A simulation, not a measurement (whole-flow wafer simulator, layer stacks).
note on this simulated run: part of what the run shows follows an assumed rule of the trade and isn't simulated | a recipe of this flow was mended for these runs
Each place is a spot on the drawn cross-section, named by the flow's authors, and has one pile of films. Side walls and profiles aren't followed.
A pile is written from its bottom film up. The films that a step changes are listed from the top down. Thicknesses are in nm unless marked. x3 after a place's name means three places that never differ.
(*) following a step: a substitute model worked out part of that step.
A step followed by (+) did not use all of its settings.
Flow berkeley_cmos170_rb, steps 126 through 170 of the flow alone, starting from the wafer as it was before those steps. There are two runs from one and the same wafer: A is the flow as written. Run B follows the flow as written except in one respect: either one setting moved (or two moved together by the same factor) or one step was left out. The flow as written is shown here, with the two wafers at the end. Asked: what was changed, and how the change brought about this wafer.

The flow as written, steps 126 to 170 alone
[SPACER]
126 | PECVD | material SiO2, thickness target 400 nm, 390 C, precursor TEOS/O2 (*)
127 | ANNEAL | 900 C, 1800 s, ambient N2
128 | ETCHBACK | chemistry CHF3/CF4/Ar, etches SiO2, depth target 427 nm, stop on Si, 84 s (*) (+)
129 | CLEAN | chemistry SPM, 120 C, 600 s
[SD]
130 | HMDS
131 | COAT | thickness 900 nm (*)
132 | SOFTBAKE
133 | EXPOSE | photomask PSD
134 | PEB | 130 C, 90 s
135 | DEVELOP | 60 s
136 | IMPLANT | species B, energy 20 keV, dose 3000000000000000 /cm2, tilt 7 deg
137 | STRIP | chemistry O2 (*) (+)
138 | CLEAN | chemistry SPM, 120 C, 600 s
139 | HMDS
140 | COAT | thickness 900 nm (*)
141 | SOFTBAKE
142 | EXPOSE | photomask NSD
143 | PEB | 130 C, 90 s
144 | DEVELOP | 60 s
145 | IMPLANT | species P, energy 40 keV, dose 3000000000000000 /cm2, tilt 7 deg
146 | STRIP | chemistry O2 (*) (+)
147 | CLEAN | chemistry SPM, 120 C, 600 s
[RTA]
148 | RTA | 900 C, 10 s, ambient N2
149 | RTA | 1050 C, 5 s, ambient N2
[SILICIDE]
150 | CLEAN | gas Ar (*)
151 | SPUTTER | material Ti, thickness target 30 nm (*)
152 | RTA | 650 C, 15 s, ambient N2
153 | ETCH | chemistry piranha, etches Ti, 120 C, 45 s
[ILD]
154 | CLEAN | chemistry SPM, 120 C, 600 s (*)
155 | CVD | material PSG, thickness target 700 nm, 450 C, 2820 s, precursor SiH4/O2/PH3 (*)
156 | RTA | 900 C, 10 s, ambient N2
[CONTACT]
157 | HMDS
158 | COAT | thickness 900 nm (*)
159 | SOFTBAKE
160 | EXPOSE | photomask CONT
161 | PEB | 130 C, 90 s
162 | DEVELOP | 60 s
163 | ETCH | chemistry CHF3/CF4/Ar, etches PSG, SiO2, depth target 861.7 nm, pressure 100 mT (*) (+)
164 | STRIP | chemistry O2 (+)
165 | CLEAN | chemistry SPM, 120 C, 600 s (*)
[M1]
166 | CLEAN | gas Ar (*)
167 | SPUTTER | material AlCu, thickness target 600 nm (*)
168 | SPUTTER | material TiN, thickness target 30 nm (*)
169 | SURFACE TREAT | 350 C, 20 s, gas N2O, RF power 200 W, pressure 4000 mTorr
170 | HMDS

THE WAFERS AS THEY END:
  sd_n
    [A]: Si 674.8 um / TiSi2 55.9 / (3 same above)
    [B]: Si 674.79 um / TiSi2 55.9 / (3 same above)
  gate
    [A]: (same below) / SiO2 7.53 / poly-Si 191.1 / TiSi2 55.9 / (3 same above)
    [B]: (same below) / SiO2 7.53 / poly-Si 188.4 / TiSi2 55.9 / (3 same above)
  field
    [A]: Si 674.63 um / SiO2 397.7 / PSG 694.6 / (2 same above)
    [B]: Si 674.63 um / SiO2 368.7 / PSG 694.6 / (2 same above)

Cause: step 126, PECVD: thickness target 371 nm was run, while the flow as written has thickness target 400 nm.

The path from the change to this, step by step:
  126 | PECVD | material SiO2, thickness target 400 nm, 390 C, precursor TEOS/O2 (*)
      field, sd_n, contact, m1: A +400 SiO2 | B +371 SiO2
      spacer_n, sd_p, spacer_p: A +385.3 SiO2 | B +357.5 SiO2
      (also at 2 further places)
  128 | ETCHBACK | chemistry CHF3/CF4/Ar, etches SiO2, depth target 427 nm, stop on Si, 84 s (*) (+)
      gate, gate_p: A -400 SiO2 (all of it), -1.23 chemical SiO2 (all of it), -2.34 poly-Si | B -371 SiO2 (all of it), -1.23 chemical SiO2 (all of it), -4.98 poly-Si
      sd_n: A -406 SiO2 (all of it), -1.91 Si | B -377 SiO2 (all of it), -4.54 Si
      (also at 3 further places)
  152 | RTA | 650 C, 15 s, ambient N2
      sd_p: A -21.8 Ti, +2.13 TiSi first (new film), +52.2 TiSi2 C49 (new film), -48 Si | B -22.1 Ti, +2.88 TiSi first (new film), +51.9 TiSi2 C49 (new film), -48.2 Si
  156 | RTA | 900 C, 10 s, ambient N2
      sd_p: A under 1 film: +52 TiSi2 (new film), -2.02 TiSi first (all of it), -52.2 TiSi2 C49 (all of it), -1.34 Si | B under 1 film: +52.7 TiSi2 (new film), -2.78 TiSi first (all of it), -51.9 TiSi2 C49 (all of it), -1.85 Si
  158 | COAT | thickness 900 nm (*)
      gate: A +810 KrF-resist (new film) | B +790.8 KrF-resist (new film)
      gate_p: A +797.2 KrF-resist (new film) | B +781 KrF-resist (new film)
  164 | STRIP | chemistry O2 (+)
      sd_n: A -772.5 KrF-resist (all of it) | B -756.1 KrF-resist (all of it)
      gate: A -577.9 KrF-resist (all of it) | B -558.8 KrF-resist (all of it)
      (also at 2 further places)
  167 | SPUTTER | material AlCu, thickness target 600 nm (*)
      sd_p: A +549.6 AlCu (new film) | B +564 AlCu (new film)
  168 | SPUTTER | material TiN, thickness target 30 nm (*)
      sd_p: A +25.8 TiN (new film) | B +26.6 TiN (new film)
